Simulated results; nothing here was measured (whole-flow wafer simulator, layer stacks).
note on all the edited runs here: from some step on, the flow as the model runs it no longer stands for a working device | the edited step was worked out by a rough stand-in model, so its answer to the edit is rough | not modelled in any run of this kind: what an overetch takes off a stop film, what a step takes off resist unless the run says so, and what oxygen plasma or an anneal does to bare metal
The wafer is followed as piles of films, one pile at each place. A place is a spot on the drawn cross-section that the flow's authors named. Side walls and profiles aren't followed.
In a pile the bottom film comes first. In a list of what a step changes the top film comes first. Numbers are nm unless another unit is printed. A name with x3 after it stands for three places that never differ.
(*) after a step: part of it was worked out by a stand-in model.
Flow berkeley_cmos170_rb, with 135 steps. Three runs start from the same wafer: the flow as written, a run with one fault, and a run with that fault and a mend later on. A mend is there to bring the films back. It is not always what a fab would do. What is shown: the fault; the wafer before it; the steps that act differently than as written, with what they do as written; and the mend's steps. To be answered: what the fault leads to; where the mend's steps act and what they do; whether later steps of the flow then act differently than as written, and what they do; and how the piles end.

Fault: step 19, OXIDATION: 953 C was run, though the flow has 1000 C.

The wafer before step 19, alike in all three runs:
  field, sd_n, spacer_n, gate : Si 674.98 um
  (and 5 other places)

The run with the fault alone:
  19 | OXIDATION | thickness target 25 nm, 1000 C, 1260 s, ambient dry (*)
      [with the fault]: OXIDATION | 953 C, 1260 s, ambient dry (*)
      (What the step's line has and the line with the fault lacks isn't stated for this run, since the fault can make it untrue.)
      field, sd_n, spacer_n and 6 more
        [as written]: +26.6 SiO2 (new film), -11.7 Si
        [with the fault]: +17 SiO2 (new film), -7.49 Si
  Steps later in the flow that act otherwise than as written:
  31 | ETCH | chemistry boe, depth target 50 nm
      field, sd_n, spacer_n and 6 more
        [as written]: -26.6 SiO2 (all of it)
        [with the fault]: -17 SiO2 (all of it)
  At the end the piles are close to the flow's at the places that both follow, differing by at most 2% or 0.5 nm, whichever is larger.

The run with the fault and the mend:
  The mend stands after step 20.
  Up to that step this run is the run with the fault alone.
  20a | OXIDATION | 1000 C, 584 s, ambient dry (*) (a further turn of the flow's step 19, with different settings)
      field, sd_n, spacer_n and 6 more
        +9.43 SiO2, -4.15 Si
  None of the later steps of the flow differs from how it acts as written, at any place that is followed, by more than 2% or 0.5 nm, whichever is larger.
  The piles end the same as the flow's at every place that both follow.
